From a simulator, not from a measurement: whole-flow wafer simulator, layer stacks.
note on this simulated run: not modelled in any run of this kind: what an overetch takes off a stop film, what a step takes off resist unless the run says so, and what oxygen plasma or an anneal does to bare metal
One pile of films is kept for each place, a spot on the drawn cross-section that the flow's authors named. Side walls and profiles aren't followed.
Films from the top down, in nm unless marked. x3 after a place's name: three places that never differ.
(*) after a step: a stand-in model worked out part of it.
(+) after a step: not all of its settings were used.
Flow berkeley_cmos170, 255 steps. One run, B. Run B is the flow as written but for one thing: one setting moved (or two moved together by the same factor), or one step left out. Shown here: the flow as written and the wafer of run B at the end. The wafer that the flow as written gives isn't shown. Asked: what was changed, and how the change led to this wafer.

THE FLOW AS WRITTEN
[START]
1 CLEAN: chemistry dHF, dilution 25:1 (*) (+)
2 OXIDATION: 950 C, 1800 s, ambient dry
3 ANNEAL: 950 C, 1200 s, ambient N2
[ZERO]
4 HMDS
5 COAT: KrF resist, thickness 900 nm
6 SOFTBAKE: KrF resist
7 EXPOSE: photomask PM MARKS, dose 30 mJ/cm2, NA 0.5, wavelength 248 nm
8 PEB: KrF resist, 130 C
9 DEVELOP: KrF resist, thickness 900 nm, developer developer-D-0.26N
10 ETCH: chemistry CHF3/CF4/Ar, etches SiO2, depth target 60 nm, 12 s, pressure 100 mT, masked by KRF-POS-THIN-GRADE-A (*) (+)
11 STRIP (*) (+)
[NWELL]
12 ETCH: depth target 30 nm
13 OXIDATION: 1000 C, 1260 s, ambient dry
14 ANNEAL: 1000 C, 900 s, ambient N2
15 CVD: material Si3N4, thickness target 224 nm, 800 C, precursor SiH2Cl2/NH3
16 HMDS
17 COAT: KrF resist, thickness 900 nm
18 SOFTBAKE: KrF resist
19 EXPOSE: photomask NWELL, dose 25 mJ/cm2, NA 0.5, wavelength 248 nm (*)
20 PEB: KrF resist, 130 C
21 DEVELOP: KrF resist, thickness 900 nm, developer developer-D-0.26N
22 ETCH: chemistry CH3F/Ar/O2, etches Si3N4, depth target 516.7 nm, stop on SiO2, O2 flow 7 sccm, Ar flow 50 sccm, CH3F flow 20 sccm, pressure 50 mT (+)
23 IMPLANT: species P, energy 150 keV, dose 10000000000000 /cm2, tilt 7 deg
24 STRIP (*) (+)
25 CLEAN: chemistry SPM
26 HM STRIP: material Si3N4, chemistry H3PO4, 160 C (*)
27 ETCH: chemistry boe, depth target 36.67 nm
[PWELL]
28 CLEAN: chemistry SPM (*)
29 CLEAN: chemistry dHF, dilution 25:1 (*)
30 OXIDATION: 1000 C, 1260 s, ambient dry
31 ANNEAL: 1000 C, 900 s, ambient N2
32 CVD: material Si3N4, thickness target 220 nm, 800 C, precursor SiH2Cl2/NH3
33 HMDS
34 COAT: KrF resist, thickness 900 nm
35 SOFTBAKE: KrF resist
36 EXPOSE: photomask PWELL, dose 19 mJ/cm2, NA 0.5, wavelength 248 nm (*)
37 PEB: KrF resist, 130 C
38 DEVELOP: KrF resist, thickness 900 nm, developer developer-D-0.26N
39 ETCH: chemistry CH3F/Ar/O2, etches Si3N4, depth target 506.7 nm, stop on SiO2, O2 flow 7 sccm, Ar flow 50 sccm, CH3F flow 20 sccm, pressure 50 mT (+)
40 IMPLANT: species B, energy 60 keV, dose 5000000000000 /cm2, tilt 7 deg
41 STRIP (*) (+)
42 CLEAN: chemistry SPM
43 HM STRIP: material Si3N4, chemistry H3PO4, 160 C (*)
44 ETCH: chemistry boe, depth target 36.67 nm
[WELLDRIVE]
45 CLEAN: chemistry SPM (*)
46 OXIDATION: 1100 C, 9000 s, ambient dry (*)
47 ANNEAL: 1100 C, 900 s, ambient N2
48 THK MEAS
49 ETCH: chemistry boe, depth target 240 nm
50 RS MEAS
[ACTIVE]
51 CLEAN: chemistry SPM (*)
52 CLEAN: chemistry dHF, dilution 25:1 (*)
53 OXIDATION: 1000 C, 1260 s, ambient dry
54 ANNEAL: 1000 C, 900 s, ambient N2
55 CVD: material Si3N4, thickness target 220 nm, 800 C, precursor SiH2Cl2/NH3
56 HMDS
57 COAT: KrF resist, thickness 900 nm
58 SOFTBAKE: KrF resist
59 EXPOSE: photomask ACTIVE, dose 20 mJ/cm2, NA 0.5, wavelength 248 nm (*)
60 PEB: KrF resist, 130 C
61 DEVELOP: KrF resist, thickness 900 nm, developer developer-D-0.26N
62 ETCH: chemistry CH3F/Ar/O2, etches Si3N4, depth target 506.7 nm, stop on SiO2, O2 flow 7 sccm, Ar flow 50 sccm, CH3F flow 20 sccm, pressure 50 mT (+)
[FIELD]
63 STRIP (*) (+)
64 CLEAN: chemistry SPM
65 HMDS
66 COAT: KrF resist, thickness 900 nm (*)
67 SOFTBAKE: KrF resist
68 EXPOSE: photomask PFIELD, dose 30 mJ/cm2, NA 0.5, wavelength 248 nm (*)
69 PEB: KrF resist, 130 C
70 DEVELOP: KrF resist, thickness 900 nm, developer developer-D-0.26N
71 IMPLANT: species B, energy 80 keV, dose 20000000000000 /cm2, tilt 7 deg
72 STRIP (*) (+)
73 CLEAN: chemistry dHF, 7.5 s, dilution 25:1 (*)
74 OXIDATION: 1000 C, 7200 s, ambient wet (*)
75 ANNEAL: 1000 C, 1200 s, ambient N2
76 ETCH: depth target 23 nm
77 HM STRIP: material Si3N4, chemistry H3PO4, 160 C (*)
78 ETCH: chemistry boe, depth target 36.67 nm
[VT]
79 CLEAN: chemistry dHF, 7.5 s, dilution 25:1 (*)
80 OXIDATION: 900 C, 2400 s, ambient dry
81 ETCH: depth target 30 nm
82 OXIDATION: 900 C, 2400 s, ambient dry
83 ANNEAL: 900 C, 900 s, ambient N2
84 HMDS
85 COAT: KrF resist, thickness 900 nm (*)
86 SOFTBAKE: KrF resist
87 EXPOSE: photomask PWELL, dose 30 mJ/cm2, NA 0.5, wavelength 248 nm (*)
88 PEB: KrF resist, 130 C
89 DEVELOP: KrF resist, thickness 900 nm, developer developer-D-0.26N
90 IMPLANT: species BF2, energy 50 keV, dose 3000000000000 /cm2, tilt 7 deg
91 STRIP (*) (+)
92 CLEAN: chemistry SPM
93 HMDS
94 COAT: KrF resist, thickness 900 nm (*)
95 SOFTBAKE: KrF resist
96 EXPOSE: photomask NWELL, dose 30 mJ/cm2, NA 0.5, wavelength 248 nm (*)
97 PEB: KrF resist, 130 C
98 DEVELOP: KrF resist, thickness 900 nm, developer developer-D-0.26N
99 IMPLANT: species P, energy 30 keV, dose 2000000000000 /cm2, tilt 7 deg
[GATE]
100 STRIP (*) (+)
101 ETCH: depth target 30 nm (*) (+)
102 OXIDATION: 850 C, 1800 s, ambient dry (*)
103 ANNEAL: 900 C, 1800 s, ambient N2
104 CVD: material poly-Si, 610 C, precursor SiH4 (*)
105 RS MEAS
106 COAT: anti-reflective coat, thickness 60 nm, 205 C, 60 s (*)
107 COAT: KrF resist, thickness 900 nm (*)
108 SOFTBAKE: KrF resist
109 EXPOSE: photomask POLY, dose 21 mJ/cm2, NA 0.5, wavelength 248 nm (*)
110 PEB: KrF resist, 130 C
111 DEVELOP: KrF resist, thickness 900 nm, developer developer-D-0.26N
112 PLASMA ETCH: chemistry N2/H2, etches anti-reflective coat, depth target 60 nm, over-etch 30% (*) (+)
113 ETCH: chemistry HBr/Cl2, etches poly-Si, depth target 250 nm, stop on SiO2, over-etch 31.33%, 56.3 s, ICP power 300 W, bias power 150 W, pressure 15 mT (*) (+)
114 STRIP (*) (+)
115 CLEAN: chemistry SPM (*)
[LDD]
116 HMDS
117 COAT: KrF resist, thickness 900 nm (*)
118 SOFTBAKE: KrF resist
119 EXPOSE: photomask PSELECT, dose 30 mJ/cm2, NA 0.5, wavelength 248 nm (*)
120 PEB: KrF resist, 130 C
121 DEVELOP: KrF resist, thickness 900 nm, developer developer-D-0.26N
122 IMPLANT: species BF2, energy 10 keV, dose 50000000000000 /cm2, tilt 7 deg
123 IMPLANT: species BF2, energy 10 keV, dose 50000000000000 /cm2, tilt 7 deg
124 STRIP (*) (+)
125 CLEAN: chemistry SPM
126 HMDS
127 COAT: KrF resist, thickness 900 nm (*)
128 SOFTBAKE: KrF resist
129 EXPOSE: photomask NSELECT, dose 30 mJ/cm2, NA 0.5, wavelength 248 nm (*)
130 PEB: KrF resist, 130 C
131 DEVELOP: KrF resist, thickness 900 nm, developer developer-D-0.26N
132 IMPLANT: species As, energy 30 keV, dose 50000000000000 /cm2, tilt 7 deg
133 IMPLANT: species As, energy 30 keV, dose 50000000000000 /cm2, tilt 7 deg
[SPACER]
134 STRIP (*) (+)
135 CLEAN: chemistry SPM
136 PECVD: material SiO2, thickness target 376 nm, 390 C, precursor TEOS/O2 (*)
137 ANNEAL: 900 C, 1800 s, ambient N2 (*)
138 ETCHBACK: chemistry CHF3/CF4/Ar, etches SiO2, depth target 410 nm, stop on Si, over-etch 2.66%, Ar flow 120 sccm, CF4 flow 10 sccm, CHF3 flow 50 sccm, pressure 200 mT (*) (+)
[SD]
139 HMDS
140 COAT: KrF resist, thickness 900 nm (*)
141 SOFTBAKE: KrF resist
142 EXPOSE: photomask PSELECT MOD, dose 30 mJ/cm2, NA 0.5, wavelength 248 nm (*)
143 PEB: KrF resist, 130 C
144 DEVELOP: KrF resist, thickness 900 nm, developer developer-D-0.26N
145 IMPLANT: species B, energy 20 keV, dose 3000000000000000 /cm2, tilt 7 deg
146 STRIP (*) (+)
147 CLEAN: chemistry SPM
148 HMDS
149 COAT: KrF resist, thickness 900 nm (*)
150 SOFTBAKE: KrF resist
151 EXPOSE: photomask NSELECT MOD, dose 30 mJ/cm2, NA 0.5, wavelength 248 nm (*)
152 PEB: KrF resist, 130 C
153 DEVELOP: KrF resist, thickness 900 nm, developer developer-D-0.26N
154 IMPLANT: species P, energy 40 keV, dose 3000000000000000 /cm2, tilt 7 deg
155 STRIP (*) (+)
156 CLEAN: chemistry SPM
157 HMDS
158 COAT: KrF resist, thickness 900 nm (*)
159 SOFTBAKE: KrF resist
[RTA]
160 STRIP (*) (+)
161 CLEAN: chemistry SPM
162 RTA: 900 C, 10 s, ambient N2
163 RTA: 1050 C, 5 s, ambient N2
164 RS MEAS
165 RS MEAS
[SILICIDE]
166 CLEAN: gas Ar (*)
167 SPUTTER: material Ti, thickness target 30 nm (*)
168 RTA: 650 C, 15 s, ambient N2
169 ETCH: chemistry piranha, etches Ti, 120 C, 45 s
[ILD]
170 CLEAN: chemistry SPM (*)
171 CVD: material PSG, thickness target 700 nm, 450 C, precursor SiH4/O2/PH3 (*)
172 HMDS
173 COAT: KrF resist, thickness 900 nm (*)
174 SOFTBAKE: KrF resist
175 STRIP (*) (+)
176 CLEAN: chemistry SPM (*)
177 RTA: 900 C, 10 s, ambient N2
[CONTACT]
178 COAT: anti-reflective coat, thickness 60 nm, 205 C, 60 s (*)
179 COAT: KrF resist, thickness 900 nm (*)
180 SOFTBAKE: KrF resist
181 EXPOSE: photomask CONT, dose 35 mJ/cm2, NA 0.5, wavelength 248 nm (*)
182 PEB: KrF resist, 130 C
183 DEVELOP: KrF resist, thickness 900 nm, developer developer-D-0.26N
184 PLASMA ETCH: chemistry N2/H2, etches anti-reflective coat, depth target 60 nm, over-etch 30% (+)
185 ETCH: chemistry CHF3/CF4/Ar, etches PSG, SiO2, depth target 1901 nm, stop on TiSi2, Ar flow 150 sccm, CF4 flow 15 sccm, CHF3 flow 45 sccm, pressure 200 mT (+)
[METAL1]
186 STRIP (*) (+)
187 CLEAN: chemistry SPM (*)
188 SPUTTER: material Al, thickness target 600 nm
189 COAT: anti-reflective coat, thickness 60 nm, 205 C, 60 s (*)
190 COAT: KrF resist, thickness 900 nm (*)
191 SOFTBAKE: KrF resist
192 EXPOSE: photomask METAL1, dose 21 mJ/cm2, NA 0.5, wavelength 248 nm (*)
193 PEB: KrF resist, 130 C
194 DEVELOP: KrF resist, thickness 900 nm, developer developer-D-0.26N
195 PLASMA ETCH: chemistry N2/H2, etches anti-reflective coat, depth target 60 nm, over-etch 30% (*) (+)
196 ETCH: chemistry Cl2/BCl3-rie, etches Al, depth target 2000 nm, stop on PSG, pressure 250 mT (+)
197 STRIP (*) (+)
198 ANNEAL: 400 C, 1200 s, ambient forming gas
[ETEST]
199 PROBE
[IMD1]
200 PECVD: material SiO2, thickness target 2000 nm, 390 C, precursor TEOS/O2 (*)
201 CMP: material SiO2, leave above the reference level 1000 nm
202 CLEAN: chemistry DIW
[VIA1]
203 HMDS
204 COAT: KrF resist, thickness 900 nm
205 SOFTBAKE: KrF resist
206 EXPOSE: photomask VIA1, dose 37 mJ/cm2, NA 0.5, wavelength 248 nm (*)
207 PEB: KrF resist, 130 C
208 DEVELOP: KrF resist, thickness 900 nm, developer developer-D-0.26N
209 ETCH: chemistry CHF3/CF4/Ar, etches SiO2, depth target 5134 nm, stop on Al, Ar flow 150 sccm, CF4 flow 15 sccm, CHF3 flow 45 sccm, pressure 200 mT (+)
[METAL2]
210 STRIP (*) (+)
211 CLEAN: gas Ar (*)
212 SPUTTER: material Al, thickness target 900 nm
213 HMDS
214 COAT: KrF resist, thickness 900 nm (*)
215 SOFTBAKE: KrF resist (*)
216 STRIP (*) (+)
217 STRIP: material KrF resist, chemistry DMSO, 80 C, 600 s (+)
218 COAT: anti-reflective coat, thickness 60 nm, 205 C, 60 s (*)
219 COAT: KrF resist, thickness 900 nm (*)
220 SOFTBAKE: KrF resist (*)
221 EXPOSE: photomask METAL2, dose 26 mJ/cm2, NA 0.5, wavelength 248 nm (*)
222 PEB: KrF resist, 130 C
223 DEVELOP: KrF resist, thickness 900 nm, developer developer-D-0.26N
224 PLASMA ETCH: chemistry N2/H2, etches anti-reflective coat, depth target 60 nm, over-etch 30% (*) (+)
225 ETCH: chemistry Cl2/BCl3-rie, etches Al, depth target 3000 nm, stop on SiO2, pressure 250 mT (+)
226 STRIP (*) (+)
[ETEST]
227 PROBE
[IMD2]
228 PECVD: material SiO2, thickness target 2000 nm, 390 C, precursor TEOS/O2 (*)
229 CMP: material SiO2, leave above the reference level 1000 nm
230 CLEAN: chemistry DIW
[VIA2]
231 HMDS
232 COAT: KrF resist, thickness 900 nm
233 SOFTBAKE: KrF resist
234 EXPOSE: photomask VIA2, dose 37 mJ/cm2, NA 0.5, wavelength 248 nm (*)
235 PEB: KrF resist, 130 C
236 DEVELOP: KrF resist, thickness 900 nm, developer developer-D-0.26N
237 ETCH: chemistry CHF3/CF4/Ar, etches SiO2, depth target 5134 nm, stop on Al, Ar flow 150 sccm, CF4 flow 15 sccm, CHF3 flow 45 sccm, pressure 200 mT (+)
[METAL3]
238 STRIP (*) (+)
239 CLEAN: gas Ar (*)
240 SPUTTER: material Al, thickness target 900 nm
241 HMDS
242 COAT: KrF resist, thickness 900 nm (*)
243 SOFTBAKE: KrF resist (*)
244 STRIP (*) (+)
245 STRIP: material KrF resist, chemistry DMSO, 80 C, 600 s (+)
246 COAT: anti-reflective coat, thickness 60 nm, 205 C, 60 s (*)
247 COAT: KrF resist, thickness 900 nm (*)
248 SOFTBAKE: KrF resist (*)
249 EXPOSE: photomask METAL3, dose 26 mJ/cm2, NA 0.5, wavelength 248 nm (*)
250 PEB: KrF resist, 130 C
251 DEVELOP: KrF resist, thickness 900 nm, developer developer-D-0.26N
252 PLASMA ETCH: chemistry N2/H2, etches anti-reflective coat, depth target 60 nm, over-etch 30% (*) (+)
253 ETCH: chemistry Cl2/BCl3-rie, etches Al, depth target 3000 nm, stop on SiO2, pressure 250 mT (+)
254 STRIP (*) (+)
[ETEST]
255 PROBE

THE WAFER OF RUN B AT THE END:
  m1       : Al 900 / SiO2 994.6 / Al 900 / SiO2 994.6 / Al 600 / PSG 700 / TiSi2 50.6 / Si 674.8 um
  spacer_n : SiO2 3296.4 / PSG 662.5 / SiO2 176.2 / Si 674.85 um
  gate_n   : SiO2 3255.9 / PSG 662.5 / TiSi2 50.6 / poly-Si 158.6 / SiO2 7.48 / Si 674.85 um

The cause: step 168, RTA: 6 s was run, where the flow has 15 s.

How the change led to this, step by step:
  168 RTA: 650 C, 15 s, ambient N2
      sd_n, sd_p, contact, m1, via1, m2, via2: Ti -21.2, TiSi first +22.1 (new film), TiSi2 C49 +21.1 (new film), Si -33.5 (as written it would be: Ti -23.4, TiSi first +6.2 (new film), TiSi2 C49 +50.3 (new film), Si -49)
      gate_n, gate_p: Ti -21.2, TiSi first +22.1 (new film), TiSi2 C49 +21.1 (new film), poly-Si -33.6 (as written it would be: Ti -23.4, TiSi first +6.2 (new film), TiSi2 C49 +50.3 (new film), poly-Si -49.2)
  169 ETCH: chemistry piranha, etches Ti, 120 C, 45 s
      sd_n, gate_n, sd_p and 6 more: Ti -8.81 (all of it), TiSi first -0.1 (as written it would be: Ti -6.6 (all of it), TiSi first -0.1)
  177 RTA: 900 C, 10 s, ambient N2
      sd_n, sd_p, contact, m1, via1, m2, via2: under 1 film: TiSi2 +50.6 (new film), TiSi first -22 (all of it), TiSi2 C49 -21.1 (all of it), Si -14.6 (as written it would be: under 1 film: TiSi2 +55.9 (new film), TiSi first -6.09 (all of it), TiSi2 C49 -50.3 (all of it), Si -4.05)
      gate_n, gate_p: under 1 film: TiSi2 +50.6 (new film), TiSi first -22 (all of it), TiSi2 C49 -21.1 (all of it), poly-Si -14.6 (as written it would be: under 1 film: TiSi2 +55.9 (new film), TiSi first -6.09 (all of it), TiSi2 C49 -50.3 (all of it), poly-Si -4.06)
